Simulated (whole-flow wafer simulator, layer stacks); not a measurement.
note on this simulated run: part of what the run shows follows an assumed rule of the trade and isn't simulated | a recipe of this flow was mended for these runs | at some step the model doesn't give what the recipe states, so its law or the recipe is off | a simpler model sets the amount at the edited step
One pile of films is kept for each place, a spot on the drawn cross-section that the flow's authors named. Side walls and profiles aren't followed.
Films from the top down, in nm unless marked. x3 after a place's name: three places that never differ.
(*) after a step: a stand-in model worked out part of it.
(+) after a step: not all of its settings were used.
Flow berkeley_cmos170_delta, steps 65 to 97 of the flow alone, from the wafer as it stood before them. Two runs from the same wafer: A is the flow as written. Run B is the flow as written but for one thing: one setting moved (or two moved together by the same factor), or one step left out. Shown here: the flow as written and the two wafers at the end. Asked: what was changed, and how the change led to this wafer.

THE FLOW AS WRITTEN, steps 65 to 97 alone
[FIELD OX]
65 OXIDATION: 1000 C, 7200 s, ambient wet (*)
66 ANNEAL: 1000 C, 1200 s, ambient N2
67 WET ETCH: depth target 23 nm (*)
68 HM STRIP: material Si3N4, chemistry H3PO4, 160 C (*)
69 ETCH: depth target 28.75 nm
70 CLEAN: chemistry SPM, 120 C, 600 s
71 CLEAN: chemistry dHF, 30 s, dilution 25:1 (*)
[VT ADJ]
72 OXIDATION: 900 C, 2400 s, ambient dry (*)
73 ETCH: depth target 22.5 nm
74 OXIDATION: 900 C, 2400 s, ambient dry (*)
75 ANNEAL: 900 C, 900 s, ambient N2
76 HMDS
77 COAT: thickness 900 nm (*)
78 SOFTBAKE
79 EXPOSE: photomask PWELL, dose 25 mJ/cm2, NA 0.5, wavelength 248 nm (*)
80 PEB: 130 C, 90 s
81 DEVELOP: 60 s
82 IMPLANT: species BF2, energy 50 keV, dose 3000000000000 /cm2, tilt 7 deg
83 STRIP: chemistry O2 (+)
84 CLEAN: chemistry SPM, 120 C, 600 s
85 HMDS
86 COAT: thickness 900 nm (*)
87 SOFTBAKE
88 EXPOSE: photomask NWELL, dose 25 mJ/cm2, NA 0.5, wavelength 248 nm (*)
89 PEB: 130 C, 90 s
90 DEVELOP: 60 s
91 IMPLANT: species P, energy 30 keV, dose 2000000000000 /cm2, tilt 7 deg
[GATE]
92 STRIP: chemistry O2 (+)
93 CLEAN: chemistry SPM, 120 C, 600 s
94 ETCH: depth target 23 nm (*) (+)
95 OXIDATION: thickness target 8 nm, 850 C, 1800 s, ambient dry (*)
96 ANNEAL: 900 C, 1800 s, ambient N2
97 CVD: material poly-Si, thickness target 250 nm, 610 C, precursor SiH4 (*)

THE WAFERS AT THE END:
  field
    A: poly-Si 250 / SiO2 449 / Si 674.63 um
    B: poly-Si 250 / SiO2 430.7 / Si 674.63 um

The cause: step 68, HM STRIP: 171 C was run, where the flow has 160 C.

How the change led to this, step by step:
  68 HM STRIP: material Si3N4, chemistry H3PO4, 160 C (*)
      sd_n, spacer_n, gate, sd_p, spacer_p, gate_p, contact, m1: A Si3N4 -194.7 (all of it), SiO2 -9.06 | B Si3N4 -194.7 (all of it), SiO2 -24.1
      field: A SiO2 -15.1 | B SiO2 -33.5
  69 ETCH: depth target 28.75 nm
      spacer_n, gate, spacer_p, gate_p, contact, m1: A SiO2 -17.5 (all of it) | B SiO2 -2.42 (all of it)
      sd_n, sd_p: A SiO2 -17.6 (all of it) | B SiO2 -2.58 (all of it)
